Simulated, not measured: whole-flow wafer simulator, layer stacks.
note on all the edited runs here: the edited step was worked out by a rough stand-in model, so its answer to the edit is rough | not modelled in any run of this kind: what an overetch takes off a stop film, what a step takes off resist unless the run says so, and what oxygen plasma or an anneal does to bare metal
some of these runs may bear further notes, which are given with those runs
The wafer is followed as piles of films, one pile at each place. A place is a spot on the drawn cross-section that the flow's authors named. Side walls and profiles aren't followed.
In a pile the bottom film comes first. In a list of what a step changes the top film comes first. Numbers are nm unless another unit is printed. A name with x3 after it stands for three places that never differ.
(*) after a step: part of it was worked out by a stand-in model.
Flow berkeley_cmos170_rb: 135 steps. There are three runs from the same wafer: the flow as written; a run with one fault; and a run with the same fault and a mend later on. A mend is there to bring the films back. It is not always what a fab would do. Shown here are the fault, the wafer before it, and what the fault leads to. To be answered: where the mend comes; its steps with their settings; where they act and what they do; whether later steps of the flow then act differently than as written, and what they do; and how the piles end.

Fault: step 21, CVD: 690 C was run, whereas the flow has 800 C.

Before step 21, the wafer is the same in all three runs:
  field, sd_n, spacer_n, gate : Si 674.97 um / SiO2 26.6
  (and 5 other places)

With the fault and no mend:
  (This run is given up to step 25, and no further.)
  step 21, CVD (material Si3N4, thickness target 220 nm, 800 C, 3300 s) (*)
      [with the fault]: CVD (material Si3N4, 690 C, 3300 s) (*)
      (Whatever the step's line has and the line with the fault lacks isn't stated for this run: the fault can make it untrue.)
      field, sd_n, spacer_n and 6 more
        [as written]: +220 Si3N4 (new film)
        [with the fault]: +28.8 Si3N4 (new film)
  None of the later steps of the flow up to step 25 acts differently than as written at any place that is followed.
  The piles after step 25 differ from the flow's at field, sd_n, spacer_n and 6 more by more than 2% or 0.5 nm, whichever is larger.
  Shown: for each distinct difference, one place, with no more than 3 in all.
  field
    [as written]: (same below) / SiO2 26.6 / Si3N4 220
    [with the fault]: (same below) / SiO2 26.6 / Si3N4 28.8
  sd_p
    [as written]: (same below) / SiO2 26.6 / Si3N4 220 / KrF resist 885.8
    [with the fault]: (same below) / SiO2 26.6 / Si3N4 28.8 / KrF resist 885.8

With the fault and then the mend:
  The mend stands after step 21.
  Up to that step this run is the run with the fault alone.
  step 21a, CVD (material Si3N4, thickness target 191.2 nm, 800 C, 2868 s) (*) (the flow's step 21 again, with other settings)
      field, sd_n, spacer_n and 6 more
        +191.2 Si3N4
  None of the later steps of the flow acts differently than as written at any place that is followed.
  The piles end the same as the flow's at every place that both follow.
